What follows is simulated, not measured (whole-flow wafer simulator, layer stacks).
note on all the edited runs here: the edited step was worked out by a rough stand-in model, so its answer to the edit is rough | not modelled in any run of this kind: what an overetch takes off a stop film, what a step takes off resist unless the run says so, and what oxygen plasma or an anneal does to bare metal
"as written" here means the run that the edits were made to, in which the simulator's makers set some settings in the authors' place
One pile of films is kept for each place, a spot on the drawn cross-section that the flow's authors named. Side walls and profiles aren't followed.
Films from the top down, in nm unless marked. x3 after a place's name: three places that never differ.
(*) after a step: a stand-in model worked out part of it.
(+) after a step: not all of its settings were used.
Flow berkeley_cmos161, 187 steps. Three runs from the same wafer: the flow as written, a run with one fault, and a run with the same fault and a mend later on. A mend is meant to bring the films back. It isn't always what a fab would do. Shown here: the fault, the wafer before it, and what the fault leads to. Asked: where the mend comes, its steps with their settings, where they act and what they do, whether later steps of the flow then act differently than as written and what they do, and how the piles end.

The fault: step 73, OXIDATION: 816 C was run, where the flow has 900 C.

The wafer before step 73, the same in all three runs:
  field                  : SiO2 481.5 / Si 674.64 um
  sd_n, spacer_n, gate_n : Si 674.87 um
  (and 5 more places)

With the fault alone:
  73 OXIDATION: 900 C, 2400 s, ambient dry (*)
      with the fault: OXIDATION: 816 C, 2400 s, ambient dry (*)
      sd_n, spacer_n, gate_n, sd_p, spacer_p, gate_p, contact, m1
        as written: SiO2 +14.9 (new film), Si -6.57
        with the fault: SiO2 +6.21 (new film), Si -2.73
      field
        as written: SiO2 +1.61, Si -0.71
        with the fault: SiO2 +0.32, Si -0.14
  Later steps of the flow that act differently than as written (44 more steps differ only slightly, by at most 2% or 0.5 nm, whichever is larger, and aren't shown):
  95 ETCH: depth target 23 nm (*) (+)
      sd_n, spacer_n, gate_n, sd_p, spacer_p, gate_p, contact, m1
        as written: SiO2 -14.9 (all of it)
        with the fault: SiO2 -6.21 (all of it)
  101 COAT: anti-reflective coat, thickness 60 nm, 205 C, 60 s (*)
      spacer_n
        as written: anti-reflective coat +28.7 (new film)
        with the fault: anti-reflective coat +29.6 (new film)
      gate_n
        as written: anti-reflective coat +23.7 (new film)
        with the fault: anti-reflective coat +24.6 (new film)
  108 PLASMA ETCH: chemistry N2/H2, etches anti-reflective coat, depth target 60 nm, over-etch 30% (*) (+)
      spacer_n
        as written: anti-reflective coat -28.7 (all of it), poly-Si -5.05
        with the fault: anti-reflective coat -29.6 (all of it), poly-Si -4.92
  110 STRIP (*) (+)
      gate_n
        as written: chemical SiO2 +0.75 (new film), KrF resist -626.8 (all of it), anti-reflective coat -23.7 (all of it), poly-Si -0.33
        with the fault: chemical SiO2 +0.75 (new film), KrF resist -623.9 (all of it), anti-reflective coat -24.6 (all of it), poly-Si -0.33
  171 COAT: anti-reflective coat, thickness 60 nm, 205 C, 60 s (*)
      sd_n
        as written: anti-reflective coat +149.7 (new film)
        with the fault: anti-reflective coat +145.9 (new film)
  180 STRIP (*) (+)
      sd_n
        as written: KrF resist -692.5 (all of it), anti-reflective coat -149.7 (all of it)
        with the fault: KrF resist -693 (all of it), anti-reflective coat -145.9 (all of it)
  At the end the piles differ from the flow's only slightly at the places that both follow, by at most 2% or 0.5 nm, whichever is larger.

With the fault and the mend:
  The mend comes after step 74.
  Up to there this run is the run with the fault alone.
  74a OXIDATION: 900 C, 1789 s, ambient dry (*) (the flow's step 73 once more, with other settings)
      sd_n, spacer_n, gate_n, sd_p, spacer_p, gate_p, contact, m1
        SiO2 +8.69, Si -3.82
      field
        SiO2 +1.2, Si -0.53
  No later step of the flow acts differently than as written, at any place that is followed, by more than 2% or 0.5 nm, whichever is larger.
  At the end the piles differ from the flow's only slightly at the places that both follow, by at most 2% or 0.5 nm, whichever is larger.
